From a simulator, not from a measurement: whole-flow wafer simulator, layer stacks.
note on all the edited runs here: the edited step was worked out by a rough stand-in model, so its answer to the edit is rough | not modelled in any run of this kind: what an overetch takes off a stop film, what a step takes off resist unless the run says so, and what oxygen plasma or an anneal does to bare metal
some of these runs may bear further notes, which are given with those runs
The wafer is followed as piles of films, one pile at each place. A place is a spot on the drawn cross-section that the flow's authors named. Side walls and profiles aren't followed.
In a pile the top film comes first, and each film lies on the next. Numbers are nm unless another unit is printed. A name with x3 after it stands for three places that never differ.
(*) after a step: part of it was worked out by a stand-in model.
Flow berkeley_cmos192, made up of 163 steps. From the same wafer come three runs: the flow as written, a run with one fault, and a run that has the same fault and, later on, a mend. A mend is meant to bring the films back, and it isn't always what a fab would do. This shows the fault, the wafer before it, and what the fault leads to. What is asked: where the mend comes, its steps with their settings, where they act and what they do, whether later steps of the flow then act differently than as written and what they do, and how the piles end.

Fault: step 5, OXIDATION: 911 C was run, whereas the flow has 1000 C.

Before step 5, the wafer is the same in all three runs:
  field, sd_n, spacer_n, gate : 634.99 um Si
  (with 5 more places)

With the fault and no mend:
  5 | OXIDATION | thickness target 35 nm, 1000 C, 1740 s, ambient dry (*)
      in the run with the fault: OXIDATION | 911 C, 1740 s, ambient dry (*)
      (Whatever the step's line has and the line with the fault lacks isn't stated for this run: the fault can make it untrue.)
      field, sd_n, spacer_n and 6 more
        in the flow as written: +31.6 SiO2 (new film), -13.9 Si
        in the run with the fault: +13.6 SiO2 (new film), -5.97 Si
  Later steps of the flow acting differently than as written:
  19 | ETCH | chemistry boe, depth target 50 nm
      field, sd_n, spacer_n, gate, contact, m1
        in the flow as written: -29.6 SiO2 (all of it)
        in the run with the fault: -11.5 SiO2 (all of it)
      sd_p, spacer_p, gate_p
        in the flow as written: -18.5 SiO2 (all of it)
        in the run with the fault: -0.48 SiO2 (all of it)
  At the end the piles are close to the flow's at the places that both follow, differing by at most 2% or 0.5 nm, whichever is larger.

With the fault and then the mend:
  After step 6 comes the mend.
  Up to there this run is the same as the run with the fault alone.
  6a | OXIDATION | 1000 C, 1202 s, ambient dry (*) (a further turn of the flow's step 5, with different settings)
      field, sd_n, spacer_n and 6 more
        +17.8 SiO2, -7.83 Si
  Later steps of the flow that are run all act as written at every place that is followed, up to a difference of at most 2% or 0.5 nm, whichever is larger.
  At the end the piles are close to the flow's at the places that both follow, differing by at most 2% or 0.5 nm, whichever is larger.
